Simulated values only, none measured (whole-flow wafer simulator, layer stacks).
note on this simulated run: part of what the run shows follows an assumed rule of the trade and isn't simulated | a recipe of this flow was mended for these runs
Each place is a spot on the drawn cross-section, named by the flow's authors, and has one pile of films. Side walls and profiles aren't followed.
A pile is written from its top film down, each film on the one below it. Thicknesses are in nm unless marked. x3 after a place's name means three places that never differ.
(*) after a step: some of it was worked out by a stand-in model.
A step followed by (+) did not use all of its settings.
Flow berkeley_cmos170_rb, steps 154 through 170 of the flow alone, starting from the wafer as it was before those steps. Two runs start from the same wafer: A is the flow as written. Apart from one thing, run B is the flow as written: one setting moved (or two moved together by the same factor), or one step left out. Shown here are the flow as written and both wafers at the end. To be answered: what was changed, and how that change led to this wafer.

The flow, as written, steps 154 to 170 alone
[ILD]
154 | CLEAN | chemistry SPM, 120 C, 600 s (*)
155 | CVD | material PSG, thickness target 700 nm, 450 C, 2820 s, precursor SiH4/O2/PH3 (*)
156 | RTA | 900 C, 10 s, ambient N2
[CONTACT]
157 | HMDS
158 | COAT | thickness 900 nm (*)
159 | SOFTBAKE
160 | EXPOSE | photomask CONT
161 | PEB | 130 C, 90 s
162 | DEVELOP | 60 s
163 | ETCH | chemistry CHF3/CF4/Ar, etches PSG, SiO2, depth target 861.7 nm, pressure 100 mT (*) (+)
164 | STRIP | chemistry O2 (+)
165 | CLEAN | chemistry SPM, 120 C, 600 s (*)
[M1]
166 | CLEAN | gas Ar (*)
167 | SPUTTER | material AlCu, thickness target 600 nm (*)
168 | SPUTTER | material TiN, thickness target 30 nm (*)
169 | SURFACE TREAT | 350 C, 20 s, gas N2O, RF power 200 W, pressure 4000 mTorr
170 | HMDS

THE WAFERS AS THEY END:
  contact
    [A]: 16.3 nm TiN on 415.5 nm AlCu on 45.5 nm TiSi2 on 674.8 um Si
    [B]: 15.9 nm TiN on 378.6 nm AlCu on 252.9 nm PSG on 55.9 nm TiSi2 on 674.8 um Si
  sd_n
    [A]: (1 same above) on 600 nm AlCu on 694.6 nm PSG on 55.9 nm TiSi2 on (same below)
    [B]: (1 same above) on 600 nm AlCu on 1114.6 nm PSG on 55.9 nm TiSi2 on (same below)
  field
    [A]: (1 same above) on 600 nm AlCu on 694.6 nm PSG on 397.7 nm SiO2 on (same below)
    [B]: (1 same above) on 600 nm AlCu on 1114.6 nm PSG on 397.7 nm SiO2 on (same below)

What caused this: step 155, CVD: thickness target 1120 nm was run, though the flow has thickness target 700 nm; step 155, CVD: 4512 s was run, where the flow has 2820 s.

The path from the change to this, step by step:
  155 | CVD | material PSG, thickness target 700 nm, 450 C, 2820 s, precursor SiH4/O2/PH3 (*)
      field, sd_n, spacer_n, gate, spacer_p, gate_p, contact, m1: A PSG gains 700 (new film) | B PSG gains 1120 (new film)
      sd_p: A PSG gains 664.1 (new film) | B PSG gains 1120 (new film)
  158 | COAT | thickness 900 nm (*)
      sd_p: A KrF-resist gains 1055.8 (new film) | B KrF-resist gains 1032.8 (new film)
  163 | ETCH | chemistry CHF3/CF4/Ar, etches PSG, SiO2, depth target 861.7 nm, pressure 100 mT (*) (+)
      contact: A PSG loses 700 (all of it), TiSi2 loses 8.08 | B PSG loses 861.7
  164 | STRIP | chemistry O2 (+)
      sd_p: A KrF-resist loses 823 (all of it) | B KrF-resist loses 800.1 (all of it)
  166 | CLEAN | gas Ar (*)
      contact: A TiSi2 loses 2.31 | B PSG loses 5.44
  167 | SPUTTER | material AlCu, thickness target 600 nm (*)
      sd_p: A AlCu gains 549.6 (new film) | B AlCu gains 565.6 (new film)
      contact: A AlCu gains 415.5 (new film) | B AlCu gains 378.6 (new film)
  168 | SPUTTER | material TiN, thickness target 30 nm (*)
      sd_p: A TiN gains 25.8 (new film) | B TiN gains 26.7 (new film)
